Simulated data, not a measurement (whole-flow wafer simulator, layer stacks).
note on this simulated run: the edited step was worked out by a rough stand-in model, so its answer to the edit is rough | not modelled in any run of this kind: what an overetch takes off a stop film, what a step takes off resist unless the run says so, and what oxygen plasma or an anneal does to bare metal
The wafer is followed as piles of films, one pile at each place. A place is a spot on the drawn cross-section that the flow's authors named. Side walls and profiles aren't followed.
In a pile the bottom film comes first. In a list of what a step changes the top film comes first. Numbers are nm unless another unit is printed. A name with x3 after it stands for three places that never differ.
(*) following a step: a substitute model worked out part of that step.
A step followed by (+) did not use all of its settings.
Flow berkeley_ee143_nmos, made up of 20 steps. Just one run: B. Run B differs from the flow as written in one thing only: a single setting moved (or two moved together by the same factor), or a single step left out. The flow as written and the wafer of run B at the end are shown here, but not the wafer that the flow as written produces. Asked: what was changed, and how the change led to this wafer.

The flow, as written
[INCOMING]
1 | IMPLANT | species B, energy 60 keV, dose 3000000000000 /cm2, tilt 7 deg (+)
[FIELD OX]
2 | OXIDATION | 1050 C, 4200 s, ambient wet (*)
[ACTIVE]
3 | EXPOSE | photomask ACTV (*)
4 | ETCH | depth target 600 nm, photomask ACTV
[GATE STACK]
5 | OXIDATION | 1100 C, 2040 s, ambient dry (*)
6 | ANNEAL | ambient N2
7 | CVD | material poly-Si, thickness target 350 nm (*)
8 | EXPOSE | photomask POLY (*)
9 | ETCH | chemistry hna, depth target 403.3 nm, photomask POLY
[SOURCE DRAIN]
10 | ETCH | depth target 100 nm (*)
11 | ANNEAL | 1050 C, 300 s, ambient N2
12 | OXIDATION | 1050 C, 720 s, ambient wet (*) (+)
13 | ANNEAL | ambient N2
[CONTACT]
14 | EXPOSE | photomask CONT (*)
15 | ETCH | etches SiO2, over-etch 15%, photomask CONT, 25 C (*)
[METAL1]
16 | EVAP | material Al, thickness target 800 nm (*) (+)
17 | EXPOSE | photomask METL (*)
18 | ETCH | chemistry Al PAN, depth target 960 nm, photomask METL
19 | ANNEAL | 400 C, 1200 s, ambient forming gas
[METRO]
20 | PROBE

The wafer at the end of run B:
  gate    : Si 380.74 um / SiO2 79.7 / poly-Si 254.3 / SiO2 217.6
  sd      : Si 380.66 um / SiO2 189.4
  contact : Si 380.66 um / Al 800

Cause: step 2, OXIDATION: 3570 s was run, while the flow as written has 4200 s.

The path from the change to this, step by step:
  2 | OXIDATION | 1050 C, 4200 s, ambient wet (*)
      gate, sd, contact, field: +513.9 SiO2 (new film), -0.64 chemical SiO2 (all of it), -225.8 Si (as written it would have been: +566.4 SiO2 (new film), -0.64 chemical SiO2 (all of it), -248.9 Si)
  4 | ETCH | depth target 600 nm, photomask ACTV
      gate, sd, contact: -513.9 SiO2 (all of it) (as written it would have been: -566.4 SiO2 (all of it))
  5 | OXIDATION | 1100 C, 2040 s, ambient dry (*)
      field: +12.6 SiO2, -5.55 Si (as written it would have been: +11.6 SiO2, -5.1 Si)
  12 | OXIDATION | 1050 C, 720 s, ambient wet (*) (+)
      field: +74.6 SiO2, -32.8 Si (as written it would have been: +69.1 SiO2, -30.4 Si)
